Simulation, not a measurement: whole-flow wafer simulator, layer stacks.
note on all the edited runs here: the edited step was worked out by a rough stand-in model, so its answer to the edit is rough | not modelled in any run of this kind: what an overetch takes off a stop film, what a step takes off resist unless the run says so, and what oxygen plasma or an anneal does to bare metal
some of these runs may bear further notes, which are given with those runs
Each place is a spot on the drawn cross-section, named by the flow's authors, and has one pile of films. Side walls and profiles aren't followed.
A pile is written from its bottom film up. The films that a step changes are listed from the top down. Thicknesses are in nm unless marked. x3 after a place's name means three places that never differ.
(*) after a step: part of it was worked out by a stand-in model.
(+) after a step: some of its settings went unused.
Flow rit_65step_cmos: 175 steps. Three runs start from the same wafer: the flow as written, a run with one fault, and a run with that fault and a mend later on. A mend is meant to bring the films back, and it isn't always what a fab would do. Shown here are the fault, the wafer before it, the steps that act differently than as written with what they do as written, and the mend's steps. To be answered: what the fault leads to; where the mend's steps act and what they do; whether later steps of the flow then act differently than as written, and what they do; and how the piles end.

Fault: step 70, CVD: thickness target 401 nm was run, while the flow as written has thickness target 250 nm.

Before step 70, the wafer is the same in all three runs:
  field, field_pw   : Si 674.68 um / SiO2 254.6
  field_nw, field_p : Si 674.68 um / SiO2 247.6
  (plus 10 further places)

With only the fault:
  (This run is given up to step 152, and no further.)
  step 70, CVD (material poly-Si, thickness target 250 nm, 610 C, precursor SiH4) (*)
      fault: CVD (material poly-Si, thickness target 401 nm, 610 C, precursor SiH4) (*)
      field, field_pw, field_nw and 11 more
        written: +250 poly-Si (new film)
        fault: +401 poly-Si (new film)
  Steps further on in the flow that do not act as written (not shown: 4 more steps that differ only slightly, by at most 2% or 0.5 nm, whichever is larger):
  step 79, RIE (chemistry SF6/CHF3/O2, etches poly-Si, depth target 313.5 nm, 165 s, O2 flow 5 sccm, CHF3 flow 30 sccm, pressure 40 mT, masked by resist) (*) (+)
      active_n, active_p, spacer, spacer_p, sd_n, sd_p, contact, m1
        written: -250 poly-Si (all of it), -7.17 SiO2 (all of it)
        fault: -313.5 poly-Si
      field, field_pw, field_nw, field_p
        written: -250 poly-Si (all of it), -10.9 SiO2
        fault: -313.5 poly-Si
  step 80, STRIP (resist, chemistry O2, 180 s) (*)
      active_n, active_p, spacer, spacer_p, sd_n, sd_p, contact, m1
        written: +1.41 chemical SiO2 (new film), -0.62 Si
        fault: +1.41 chemical SiO2 (new film), -0.62 poly-Si
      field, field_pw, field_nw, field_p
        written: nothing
        fault: +1.41 chemical SiO2 (new film), -0.62 poly-Si
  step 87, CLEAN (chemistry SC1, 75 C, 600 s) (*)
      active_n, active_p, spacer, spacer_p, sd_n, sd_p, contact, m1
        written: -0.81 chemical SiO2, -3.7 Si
        fault: -0.81 chemical SiO2, -3.7 poly-Si
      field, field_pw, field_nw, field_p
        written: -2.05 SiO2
        fault: -0.81 chemical SiO2, -3.7 poly-Si
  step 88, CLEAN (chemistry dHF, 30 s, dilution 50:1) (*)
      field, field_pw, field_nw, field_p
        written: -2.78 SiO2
        fault: -0.6 chemical SiO2 (all of it)
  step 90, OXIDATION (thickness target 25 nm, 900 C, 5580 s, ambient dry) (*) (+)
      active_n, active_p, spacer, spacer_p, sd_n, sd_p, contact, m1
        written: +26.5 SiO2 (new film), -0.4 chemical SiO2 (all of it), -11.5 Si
        fault: +28.9 SiO2 (new film), -0.4 chemical SiO2 (all of it), -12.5 poly-Si
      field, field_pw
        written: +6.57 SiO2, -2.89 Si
        fault: +28.9 SiO2 (new film), -0.4 chemical SiO2 (all of it), -12.5 poly-Si
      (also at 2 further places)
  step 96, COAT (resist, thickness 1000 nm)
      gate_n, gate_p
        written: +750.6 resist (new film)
        fault: +700.9 resist (new film)
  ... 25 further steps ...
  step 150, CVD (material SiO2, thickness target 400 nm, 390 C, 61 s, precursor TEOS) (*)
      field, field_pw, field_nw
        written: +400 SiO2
        fault: +400 SiO2 (new film)
  The piles after step 152 differ from the flow's at field, field_pw, field_nw, field_p, gate_n, gate_p, spacer, spacer_p by more than 2% or 0.5 nm, whichever is larger.
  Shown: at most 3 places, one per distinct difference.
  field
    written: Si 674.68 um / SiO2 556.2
    fault: Si 674.68 um / SiO2 254.6 / TiSi first 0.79 / SiO2 400
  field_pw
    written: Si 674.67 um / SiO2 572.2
    fault: Si 674.68 um / SiO2 254.6 / TiSi2 C49 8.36 / TiSi first 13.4 / SiO2 400
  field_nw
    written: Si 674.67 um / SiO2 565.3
    fault: Si 674.68 um / SiO2 247.6 / TiSi2 C49 8.36 / TiSi first 13.4 / SiO2 400

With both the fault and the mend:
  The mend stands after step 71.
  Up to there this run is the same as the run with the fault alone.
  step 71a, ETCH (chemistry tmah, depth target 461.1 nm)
      field, field_pw, field_nw and 11 more
        -401 poly-Si (all of it)
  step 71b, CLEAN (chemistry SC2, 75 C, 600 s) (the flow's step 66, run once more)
      alters no film at any place that is followed
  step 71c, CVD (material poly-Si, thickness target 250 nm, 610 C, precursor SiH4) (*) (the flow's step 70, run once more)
      field, field_pw, field_nw and 11 more
        +250 poly-Si (new film)
  None of the later steps of the flow acts differently than as written at any place that is followed.
  By the end, the piles equal the flow's at every place that both follow.
